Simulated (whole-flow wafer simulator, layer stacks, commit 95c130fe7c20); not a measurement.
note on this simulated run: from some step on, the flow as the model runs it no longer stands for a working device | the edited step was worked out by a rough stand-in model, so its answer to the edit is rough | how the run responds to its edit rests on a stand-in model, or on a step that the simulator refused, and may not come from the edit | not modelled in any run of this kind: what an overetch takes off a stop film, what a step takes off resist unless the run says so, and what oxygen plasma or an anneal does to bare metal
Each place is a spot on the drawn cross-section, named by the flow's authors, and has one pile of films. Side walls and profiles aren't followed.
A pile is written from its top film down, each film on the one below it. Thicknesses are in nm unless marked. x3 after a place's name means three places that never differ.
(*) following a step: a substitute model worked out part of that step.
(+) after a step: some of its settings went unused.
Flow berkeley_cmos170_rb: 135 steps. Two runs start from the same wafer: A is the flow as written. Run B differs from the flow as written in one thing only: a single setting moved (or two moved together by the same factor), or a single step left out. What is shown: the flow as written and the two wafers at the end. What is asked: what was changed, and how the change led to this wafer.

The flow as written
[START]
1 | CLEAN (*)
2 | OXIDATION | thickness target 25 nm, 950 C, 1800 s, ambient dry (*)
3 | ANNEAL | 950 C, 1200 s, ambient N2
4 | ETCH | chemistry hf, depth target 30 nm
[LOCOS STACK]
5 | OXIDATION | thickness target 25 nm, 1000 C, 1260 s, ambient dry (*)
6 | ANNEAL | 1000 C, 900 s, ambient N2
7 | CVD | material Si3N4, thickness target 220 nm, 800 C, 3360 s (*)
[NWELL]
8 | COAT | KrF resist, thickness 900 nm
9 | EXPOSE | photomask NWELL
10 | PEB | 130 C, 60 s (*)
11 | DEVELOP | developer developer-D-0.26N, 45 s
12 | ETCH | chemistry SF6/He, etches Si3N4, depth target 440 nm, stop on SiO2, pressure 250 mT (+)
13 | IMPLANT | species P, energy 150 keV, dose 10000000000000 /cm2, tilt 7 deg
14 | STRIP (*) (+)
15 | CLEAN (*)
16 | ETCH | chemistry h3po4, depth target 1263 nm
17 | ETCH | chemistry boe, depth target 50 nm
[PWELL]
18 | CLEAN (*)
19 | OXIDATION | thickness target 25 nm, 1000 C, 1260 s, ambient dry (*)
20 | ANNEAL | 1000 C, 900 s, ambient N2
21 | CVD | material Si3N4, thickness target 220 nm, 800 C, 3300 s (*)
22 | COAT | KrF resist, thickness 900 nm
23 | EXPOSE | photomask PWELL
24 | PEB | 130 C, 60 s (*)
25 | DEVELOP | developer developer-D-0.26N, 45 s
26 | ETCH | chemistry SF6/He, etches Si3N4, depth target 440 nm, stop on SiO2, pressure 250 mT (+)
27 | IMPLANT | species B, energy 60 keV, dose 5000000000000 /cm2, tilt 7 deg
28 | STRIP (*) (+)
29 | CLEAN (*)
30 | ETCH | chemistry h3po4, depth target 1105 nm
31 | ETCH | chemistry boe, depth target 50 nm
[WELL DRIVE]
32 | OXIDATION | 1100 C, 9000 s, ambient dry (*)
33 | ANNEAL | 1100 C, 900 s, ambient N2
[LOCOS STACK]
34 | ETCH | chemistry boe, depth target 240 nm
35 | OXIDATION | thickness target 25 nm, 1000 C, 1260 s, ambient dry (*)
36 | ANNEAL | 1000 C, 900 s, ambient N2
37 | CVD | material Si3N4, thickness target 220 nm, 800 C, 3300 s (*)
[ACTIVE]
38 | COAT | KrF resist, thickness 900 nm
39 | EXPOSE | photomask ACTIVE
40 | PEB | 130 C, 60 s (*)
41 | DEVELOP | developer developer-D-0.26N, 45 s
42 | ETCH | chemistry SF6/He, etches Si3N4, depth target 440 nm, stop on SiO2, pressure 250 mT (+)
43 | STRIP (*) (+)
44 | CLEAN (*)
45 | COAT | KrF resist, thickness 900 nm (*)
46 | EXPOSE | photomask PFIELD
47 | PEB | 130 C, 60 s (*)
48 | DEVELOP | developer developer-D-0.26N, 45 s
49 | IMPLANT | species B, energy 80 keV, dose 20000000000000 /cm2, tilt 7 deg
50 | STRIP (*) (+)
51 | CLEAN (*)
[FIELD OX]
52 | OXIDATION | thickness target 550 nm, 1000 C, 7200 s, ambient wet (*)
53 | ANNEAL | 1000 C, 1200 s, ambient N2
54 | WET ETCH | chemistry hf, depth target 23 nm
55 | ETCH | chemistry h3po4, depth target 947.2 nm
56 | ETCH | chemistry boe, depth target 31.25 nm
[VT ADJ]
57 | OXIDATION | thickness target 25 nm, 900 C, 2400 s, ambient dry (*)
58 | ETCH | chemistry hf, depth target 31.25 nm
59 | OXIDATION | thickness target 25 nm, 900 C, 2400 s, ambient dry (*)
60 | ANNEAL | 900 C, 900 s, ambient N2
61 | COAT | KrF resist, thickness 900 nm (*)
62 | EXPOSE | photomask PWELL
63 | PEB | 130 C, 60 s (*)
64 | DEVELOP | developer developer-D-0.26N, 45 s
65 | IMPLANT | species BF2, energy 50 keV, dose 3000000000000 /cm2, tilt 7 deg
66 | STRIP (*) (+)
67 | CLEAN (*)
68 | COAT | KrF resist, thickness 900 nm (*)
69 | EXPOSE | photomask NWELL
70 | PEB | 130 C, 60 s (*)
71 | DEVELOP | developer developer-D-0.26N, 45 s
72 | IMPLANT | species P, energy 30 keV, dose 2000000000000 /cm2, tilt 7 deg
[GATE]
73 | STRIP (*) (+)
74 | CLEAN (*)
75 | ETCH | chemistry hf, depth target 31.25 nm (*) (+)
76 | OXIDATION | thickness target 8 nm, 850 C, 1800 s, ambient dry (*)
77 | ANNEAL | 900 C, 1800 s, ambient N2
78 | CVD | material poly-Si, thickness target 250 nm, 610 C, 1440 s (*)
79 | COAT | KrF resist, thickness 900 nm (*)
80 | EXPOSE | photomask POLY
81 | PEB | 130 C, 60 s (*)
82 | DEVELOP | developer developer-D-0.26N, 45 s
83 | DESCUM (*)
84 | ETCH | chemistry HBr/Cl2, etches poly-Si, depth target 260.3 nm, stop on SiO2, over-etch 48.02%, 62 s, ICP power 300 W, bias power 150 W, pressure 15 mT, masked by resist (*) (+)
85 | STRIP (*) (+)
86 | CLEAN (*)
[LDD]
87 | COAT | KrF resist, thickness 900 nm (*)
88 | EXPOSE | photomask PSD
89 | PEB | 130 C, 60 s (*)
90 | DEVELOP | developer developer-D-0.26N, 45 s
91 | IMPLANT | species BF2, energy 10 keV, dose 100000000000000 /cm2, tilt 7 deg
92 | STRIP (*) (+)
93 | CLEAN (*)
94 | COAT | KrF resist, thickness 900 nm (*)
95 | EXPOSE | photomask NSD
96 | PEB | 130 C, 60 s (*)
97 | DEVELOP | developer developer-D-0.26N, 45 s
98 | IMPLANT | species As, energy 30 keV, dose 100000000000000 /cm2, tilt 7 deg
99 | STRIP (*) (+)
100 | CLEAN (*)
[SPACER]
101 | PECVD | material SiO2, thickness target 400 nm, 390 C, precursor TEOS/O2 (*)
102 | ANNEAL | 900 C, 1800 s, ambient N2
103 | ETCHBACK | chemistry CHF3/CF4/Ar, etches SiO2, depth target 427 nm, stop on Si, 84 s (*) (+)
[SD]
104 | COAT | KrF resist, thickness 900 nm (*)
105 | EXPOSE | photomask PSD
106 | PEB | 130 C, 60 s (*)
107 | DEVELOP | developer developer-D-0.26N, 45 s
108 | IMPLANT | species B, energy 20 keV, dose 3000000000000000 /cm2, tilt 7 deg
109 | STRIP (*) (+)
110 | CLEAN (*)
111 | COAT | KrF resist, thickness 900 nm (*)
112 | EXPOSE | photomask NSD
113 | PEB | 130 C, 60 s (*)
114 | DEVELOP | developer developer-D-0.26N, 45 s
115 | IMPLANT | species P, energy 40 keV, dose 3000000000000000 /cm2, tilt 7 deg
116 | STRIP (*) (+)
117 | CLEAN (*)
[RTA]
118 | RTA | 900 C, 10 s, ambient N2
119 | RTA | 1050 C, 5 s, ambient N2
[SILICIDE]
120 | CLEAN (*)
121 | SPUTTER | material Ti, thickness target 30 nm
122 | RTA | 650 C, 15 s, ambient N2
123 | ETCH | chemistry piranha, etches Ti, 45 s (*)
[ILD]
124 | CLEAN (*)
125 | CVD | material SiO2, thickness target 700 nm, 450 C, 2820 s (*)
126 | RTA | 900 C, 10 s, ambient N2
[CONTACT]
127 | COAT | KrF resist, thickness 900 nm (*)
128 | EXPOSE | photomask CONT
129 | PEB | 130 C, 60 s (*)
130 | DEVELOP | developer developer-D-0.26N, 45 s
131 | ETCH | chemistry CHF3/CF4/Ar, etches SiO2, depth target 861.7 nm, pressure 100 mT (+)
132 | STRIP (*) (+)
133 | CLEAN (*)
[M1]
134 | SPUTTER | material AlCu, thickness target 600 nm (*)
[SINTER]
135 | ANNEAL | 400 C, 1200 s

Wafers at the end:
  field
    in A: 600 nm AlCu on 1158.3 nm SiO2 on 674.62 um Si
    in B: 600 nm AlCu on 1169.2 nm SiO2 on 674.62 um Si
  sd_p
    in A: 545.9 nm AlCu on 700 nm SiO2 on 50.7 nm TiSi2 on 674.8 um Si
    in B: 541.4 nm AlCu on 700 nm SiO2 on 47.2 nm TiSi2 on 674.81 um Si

Cause: step 75, ETCH: depth target 20.31 nm was run, whereas the flow has depth target 31.25 nm.

How this came from the change, step by step:
  75 | ETCH | chemistry hf, depth target 31.25 nm (*) (+)
      field: A SiO2 loses 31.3 | B SiO2 loses 20.3
  121 | SPUTTER | material Ti, thickness target 30 nm
      sd_p: A Ti gains 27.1 (new film) | B Ti gains 25.3 (new film)
  122 | RTA | 650 C, 15 s, ambient N2
      sd_p: A Ti loses 21.1, TiSi first gains 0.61 (new film), TiSi2 C49 gains 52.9 (new film), Si loses 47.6 | B Ti loses 19.7, TiSi2 C49 gains 50.1 (new film), Si loses 44.7
  126 | RTA | 900 C, 10 s, ambient N2
      sd_p: A under 1 film: TiSi2 gains 50.7 (new film), TiSi first loses 0.61 (all of it), TiSi2 C49 loses 52.9 (all of it), Si loses 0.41 | B under 1 film: TiSi2 gains 47.2 (new film), TiSi2 C49 loses 50.1 (all of it)
